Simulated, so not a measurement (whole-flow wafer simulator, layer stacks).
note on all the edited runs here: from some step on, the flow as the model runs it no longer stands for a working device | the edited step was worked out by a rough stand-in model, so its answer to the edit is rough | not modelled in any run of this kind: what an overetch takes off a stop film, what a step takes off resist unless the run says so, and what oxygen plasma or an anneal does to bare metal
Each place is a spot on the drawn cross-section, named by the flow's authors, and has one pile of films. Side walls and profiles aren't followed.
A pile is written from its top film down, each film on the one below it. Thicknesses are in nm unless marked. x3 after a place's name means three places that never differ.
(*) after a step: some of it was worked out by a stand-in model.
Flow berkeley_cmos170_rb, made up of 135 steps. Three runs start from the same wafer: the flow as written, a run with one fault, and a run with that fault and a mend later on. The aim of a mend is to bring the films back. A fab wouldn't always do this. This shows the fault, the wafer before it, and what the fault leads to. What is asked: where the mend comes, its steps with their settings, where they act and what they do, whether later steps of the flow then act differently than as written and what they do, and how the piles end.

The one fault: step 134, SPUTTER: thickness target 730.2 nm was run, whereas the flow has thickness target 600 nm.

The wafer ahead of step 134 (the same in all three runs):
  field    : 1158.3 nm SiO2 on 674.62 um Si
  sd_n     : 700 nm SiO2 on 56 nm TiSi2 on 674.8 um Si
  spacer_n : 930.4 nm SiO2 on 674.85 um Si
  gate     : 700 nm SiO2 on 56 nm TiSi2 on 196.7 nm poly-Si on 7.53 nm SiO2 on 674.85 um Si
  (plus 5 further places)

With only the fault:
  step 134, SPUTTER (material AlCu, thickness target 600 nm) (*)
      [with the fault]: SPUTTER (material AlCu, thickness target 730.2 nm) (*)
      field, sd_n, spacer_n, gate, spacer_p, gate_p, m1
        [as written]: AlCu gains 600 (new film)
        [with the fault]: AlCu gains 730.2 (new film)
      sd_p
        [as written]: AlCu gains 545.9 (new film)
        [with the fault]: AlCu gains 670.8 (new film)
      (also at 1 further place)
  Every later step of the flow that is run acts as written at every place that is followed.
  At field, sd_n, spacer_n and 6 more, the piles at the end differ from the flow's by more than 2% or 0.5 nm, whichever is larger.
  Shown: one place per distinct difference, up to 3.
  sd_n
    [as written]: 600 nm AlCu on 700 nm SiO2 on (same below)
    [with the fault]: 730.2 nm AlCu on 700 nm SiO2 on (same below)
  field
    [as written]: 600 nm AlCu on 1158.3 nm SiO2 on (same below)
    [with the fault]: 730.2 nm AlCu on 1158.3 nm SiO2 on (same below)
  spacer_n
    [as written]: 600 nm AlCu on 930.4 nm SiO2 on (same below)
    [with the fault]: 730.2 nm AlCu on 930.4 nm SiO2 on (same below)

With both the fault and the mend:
  The mend follows step 134.
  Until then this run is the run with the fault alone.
  step 134a, ETCH (chemistry al pan, depth target 840.1 nm)
      field, sd_n, spacer_n, gate, spacer_p, gate_p, m1
        AlCu loses 730.2 (all of it)
      sd_p
        AlCu loses 670.8 (all of it)
      contact
        AlCu loses 500 (all of it)
  step 134b, SPUTTER (material AlCu, thickness target 600 nm) (*) (the flow's step 134 again)
      field, sd_n, spacer_n, gate, spacer_p, gate_p, m1
        AlCu gains 600 (new film)
      sd_p
        AlCu gains 545.9 (new film)
      contact
        AlCu gains 415.1 (new film)
  Every later step of the flow that is run acts as written at every place that is followed.
  By the end, the piles equal the flow's at every place that both follow.
